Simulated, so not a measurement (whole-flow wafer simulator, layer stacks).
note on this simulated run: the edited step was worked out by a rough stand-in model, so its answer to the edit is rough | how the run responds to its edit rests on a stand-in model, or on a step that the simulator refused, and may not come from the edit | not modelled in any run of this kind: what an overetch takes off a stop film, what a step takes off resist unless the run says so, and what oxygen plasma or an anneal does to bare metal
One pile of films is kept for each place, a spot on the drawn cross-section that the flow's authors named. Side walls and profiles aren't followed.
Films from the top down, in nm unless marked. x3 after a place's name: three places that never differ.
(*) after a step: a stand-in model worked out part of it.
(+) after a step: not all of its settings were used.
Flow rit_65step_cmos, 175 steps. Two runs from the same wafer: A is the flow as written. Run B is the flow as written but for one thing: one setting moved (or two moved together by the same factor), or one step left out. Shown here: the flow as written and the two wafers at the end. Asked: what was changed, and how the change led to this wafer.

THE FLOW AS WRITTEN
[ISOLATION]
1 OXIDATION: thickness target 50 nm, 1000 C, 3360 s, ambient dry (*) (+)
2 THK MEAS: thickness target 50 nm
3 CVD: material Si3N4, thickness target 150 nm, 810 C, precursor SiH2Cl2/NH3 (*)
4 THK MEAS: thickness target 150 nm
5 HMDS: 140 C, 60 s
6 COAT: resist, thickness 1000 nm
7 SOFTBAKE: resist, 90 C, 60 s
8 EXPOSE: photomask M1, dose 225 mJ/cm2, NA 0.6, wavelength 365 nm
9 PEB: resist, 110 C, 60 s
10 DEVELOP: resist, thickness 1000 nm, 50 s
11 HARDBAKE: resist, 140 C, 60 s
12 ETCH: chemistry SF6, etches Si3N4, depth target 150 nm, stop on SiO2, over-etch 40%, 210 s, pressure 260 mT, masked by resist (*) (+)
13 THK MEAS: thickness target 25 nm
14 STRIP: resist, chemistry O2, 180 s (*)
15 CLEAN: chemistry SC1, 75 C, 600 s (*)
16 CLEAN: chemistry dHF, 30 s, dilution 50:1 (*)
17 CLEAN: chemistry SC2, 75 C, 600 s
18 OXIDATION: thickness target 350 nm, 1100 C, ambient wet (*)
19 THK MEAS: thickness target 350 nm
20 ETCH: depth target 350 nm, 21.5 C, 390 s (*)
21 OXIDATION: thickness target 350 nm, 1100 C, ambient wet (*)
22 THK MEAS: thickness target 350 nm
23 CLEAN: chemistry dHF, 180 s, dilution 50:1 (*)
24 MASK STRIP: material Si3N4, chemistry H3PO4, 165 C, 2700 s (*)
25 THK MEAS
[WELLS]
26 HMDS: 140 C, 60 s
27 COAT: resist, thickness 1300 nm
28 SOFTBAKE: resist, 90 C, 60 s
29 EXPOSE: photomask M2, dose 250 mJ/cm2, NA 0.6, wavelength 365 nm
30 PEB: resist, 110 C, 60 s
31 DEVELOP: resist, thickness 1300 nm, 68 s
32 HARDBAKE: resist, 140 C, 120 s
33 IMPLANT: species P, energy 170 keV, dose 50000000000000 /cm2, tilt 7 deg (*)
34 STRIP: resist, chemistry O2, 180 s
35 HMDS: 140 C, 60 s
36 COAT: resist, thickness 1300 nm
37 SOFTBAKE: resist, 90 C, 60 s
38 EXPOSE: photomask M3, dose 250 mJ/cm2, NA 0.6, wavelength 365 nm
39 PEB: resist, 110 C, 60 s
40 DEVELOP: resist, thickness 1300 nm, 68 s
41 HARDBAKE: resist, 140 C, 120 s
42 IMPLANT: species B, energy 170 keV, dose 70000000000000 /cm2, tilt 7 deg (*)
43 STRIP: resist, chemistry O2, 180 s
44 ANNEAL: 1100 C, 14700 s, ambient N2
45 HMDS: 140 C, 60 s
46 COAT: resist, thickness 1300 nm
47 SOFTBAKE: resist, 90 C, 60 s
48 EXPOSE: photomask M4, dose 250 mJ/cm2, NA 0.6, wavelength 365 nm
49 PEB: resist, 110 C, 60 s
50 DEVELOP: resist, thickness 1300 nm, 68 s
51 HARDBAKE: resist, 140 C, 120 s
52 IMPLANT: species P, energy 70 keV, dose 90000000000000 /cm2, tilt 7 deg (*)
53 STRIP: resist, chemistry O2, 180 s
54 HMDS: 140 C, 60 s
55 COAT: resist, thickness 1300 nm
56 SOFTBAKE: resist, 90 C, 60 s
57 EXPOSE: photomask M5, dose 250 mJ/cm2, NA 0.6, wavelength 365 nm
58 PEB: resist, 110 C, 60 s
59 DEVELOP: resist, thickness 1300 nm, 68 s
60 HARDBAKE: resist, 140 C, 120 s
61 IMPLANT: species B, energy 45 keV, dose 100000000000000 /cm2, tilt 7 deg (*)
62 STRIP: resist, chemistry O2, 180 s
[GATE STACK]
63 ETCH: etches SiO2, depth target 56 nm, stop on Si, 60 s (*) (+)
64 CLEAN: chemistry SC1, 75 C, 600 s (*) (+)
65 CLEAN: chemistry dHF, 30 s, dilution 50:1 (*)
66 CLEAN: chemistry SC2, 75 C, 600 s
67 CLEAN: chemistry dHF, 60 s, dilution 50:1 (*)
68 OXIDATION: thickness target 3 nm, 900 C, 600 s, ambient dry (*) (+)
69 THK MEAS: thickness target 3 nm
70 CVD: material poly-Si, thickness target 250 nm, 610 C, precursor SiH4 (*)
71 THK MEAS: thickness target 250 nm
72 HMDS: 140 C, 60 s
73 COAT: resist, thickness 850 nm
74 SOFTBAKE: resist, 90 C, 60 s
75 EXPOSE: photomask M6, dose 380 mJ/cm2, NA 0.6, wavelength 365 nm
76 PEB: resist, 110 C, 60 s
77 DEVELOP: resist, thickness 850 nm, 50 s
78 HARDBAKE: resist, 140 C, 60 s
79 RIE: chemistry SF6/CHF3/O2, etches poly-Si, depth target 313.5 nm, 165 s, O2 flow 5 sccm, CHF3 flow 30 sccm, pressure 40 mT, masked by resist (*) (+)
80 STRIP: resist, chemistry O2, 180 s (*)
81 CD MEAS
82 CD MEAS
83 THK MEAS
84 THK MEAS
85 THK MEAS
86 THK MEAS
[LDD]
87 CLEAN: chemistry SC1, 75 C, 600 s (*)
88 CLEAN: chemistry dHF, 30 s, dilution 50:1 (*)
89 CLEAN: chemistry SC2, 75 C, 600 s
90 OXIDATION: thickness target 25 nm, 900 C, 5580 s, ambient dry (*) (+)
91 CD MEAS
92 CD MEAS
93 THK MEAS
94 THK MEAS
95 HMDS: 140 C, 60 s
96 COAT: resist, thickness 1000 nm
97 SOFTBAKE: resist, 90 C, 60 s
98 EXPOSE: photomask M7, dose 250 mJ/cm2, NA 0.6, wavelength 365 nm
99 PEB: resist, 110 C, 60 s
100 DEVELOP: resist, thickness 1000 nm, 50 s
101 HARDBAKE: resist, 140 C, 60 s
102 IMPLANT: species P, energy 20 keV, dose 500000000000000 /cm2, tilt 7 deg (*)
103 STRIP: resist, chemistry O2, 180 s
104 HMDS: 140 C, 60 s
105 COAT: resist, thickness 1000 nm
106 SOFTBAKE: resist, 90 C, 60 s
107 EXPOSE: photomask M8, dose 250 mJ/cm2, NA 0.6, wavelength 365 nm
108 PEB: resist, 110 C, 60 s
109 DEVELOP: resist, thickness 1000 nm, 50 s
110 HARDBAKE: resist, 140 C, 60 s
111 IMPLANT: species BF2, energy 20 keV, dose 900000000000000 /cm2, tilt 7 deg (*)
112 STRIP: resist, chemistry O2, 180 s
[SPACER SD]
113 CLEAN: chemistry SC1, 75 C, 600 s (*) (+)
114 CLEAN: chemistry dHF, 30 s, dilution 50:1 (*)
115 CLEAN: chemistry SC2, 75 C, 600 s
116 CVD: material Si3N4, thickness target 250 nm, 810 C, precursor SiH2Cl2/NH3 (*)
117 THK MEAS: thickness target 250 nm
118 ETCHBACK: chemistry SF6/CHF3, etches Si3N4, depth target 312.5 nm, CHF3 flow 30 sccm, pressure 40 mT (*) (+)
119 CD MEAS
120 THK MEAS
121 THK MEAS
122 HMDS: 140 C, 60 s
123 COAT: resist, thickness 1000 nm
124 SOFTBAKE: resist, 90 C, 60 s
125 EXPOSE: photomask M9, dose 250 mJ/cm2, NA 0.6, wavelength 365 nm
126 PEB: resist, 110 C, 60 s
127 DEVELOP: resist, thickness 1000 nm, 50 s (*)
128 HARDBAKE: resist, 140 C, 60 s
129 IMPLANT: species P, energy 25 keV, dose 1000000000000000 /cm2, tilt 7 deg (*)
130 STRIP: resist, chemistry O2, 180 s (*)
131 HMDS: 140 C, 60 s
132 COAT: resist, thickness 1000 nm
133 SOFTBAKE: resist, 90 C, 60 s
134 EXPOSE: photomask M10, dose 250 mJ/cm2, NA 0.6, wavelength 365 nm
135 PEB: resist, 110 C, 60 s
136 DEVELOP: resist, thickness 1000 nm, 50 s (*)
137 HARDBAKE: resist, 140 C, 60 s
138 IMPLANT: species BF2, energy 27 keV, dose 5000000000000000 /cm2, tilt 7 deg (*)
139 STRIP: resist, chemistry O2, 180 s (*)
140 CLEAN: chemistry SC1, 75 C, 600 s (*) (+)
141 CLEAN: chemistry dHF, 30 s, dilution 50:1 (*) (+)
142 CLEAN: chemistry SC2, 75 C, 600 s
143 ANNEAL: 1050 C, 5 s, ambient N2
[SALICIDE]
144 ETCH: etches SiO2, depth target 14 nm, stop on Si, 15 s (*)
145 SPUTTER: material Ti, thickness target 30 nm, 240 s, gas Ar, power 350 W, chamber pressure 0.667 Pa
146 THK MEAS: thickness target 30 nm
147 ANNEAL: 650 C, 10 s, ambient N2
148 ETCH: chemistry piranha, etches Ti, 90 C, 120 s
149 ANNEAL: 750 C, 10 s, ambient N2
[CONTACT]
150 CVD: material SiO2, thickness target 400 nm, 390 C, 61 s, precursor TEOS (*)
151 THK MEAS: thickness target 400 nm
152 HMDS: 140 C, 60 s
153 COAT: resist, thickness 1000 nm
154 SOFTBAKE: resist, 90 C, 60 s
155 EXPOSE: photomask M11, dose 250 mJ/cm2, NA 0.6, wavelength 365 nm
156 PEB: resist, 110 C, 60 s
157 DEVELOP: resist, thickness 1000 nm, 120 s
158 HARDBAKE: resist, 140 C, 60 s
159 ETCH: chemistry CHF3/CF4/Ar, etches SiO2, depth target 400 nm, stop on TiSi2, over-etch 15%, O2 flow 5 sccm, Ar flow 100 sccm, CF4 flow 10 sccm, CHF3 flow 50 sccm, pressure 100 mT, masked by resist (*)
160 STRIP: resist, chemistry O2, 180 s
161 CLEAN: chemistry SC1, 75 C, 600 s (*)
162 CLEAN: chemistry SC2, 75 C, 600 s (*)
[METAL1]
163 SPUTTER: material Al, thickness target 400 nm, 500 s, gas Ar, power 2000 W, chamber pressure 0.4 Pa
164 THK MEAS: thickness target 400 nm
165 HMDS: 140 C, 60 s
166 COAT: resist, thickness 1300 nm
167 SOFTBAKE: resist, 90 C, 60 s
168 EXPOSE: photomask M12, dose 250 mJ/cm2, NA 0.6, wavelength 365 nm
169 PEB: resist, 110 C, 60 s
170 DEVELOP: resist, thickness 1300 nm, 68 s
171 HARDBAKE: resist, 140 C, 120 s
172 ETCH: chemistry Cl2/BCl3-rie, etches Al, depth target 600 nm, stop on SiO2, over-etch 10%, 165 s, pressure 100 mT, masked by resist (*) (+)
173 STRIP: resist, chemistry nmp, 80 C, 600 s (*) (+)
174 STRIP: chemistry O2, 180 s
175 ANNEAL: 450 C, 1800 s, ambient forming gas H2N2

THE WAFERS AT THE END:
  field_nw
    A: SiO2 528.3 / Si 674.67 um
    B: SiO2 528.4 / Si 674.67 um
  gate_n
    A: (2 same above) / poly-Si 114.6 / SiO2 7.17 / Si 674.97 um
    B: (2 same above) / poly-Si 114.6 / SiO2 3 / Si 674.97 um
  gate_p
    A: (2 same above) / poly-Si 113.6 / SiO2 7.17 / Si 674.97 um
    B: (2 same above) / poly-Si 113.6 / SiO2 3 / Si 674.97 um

The cause: step 68, OXIDATION: 1080 C was run, where the flow has 900 C.

How the change led to this, step by step:
  68 OXIDATION: thickness target 3 nm, 900 C, 600 s, ambient dry (*) (+)
      active_n, active_p, gate_n and 7 more: A SiO2 +7.17 (new film), Si -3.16 | B SiO2 +3 (new film), Si -1.32
  79 RIE: chemistry SF6/CHF3/O2, etches poly-Si, depth target 313.5 nm, 165 s, O2 flow 5 sccm, CHF3 flow 30 sccm, pressure 40 mT, masked by resist (*) (+)
      active_n, active_p, spacer, spacer_p, sd_n, sd_p, contact, m1: A poly-Si -250 (all of it), SiO2 -7.17 (all of it) | B poly-Si -250 (all of it), SiO2 -3 (all of it)
  118 ETCHBACK: chemistry SF6/CHF3, etches Si3N4, depth target 312.5 nm, CHF3 flow 30 sccm, pressure 40 mT (*) (+)
      spacer, spacer_p: A Si3N4 -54 | B Si3N4 -58.2
